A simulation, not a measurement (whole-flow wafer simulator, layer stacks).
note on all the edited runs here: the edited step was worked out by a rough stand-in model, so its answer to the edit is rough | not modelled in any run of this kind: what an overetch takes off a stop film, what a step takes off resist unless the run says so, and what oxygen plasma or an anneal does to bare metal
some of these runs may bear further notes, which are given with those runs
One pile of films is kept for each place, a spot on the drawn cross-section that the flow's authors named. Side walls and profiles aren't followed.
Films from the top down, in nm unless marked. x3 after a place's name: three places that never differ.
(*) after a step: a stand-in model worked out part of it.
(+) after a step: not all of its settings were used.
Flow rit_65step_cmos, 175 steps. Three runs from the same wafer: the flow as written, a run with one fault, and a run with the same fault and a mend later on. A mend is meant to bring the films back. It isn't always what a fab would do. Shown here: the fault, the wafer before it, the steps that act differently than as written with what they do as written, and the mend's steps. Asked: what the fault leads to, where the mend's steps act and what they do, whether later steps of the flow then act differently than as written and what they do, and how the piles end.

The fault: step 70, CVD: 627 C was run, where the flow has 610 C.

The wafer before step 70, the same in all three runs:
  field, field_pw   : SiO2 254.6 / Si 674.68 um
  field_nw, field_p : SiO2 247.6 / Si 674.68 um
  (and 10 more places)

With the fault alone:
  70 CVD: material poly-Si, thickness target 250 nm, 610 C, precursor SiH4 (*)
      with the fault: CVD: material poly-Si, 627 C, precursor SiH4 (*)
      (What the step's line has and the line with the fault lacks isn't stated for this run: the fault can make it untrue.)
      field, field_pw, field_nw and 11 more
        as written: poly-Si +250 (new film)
        with the fault: poly-Si +335.7 (new film)
  Later steps of the flow that act differently than as written (7 more steps differ only slightly, by at most 2% or 0.5 nm, whichever is larger, and aren't shown):
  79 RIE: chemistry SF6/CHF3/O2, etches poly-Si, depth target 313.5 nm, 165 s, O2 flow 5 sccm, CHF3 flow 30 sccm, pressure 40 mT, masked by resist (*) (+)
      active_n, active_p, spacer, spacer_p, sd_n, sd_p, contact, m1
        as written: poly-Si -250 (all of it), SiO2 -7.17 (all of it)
        with the fault: poly-Si -313.5
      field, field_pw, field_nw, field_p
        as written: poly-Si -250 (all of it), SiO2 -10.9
        with the fault: poly-Si -313.5
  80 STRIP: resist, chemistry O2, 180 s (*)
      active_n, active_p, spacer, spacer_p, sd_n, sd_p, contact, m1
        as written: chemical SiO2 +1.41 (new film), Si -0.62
        with the fault: chemical SiO2 +1.41 (new film), poly-Si -0.62
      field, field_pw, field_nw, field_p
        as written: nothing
        with the fault: chemical SiO2 +1.41 (new film), poly-Si -0.62
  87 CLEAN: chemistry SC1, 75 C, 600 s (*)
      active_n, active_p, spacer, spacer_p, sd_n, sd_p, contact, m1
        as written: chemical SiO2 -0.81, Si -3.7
        with the fault: chemical SiO2 -0.81, poly-Si -3.7
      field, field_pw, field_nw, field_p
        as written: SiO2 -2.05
        with the fault: chemical SiO2 -0.81, poly-Si -3.7
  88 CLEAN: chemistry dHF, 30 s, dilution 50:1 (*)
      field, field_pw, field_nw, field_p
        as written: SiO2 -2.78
        with the fault: chemical SiO2 -0.6 (all of it)
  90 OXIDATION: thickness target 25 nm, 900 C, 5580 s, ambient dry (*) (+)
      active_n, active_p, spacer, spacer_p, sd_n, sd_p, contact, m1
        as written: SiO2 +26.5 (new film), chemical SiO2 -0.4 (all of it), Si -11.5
        with the fault: SiO2 +28.9 (new film), chemical SiO2 -0.4 (all of it), poly-Si -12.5
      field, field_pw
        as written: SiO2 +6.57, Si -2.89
        with the fault: SiO2 +28.9 (new film), chemical SiO2 -0.4 (all of it), poly-Si -12.5
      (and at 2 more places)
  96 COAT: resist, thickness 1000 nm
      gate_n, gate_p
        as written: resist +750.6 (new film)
        with the fault: resist +701.1 (new film)
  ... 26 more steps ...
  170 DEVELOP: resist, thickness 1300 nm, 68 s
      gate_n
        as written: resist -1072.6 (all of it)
        with the fault: resist -1028.1 (all of it)
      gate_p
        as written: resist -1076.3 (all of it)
        with the fault: resist -1031.8 (all of it)
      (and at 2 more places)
  At the end the piles differ from the flow's by more than 2% or 0.5 nm, whichever is larger, at field, field_pw, field_nw, field_p, gate_n, gate_p, spacer, spacer_p.
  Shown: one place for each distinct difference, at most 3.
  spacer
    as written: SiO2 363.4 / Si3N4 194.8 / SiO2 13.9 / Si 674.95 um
    with the fault: SiO2 363.4 / Si3N4 249.8 / SiO2 16.3 / poly-Si 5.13 / SiO2 7.17 / Si 674.97 um
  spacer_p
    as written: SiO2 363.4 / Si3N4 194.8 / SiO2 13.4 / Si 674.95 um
    with the fault: SiO2 363.4 / Si3N4 249.8 / SiO2 15.7 / poly-Si 5.13 / SiO2 7.17 / Si 674.97 um
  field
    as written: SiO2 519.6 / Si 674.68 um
    with the fault: SiO2 560.2 / Si 674.68 um

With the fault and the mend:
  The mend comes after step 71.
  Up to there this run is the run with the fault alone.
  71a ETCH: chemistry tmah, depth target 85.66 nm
      field, field_pw, field_nw and 11 more
        poly-Si -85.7
  No later step of the flow acts differently than as written at any place that is followed.
  At the end the piles are the same as the flow's at every place that both follow.
